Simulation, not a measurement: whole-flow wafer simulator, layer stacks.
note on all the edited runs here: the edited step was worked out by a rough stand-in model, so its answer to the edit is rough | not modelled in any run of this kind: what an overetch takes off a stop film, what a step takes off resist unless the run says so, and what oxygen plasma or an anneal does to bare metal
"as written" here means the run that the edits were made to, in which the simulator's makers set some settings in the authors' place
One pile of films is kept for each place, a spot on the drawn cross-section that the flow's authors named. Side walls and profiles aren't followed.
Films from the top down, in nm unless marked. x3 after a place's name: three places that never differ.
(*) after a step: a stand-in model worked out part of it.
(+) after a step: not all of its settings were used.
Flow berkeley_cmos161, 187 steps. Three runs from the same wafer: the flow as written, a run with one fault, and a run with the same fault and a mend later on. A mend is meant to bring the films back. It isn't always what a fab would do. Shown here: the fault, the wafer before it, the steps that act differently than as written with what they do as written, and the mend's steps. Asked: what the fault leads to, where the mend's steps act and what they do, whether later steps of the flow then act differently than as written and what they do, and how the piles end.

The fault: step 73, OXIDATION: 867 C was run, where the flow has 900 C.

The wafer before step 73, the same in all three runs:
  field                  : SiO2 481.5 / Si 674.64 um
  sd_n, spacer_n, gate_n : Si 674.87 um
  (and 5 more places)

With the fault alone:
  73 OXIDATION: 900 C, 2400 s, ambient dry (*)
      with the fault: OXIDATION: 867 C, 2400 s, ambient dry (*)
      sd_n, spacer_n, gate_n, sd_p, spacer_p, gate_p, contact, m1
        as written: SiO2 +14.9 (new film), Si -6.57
        with the fault: SiO2 +10.7 (new film), Si -4.7
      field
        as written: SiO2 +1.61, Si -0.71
        with the fault: SiO2 +0.88, Si -0.39
  Later steps of the flow that act differently than as written (49 more steps differ only slightly, by at most 2% or 0.5 nm, whichever is larger, and aren't shown):
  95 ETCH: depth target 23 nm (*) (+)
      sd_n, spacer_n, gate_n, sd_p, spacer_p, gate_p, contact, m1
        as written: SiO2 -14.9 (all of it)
        with the fault: SiO2 -10.7 (all of it)
  At the end the piles differ from the flow's only slightly at the places that both follow, by at most 2% or 0.5 nm, whichever is larger.

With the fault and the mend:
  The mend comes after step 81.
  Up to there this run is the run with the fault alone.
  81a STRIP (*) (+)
      sd_p
        KrF resist -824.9 (all of it)
      spacer_p
        KrF resist -807.1 (all of it)
      gate_p
        KrF resist -806 (all of it)
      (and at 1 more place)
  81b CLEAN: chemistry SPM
      changes no film at any place that is followed
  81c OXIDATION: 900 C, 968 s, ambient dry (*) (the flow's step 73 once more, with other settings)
      sd_n, spacer_n, gate_n, sd_p, spacer_p, gate_p, contact, m1
        SiO2 +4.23, Si -1.86
      field
        SiO2 +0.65, Si -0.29
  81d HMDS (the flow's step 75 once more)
      changes no film at any place that is followed
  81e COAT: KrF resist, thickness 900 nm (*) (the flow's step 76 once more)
      field
        KrF resist +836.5 (new film)
      sd_n
        KrF resist +1024.5 (new film)
      spacer_n
        KrF resist +984.7 (new film)
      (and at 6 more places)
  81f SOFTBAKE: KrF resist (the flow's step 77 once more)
      changes no film at any place that is followed
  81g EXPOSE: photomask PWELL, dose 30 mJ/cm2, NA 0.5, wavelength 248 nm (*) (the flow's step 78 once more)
      changes no film at any place that is followed
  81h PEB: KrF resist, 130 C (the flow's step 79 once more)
      sd_n, m1
        KrF resist -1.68
      spacer_n, gate_n
        KrF resist -1.61
      spacer_p, gate_p
        KrF resist -1.6
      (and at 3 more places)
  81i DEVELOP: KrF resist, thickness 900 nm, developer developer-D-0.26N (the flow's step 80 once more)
      sd_p, spacer_p, gate_p, m1
        KrF resist -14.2
      field
        KrF resist -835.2 (all of it)
      sd_n
        KrF resist -1022.8 (all of it)
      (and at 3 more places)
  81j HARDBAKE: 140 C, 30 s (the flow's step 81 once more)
      sd_p
        KrF resist -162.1
      spacer_p
        KrF resist -158.7
      gate_p
        KrF resist -158.5
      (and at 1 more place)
  No later step of the flow acts differently than as written, at any place that is followed, by more than 2% or 0.5 nm, whichever is larger.
  At the end the piles differ from the flow's only slightly at the places that both follow, by at most 2% or 0.5 nm, whichever is larger.
